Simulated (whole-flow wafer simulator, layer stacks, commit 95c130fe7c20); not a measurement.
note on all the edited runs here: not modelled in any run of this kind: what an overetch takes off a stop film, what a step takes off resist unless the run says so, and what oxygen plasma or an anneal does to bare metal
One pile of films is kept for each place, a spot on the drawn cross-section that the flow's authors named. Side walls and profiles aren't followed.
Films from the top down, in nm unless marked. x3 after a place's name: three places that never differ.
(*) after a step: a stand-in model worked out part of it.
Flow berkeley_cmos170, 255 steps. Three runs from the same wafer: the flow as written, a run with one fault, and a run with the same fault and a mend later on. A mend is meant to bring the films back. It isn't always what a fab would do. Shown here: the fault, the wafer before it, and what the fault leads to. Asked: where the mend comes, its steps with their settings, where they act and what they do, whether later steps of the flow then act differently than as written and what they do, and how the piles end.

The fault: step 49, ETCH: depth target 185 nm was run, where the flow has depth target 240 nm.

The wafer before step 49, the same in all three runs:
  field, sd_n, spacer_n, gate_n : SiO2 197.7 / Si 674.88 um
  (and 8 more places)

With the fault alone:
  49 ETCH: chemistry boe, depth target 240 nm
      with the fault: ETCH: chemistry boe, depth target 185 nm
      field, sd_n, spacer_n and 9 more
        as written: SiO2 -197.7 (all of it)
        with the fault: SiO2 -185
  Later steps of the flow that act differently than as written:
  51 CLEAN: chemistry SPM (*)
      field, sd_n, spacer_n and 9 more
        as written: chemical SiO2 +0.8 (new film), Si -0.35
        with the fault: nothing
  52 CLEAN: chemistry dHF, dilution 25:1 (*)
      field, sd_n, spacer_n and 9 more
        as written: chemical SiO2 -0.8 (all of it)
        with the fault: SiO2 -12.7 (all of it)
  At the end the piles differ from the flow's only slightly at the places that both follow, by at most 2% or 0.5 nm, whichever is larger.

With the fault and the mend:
  The mend comes after step 50.
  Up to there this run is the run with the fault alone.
  50a ETCH: chemistry boe, depth target 55 nm (the flow's step 49 once more, with other settings)
      field, sd_n, spacer_n and 9 more
        SiO2 -12.7 (all of it)
  No later step of the flow acts differently than as written at any place that is followed.
  At the end the piles are the same as the flow's at every place that both follow.
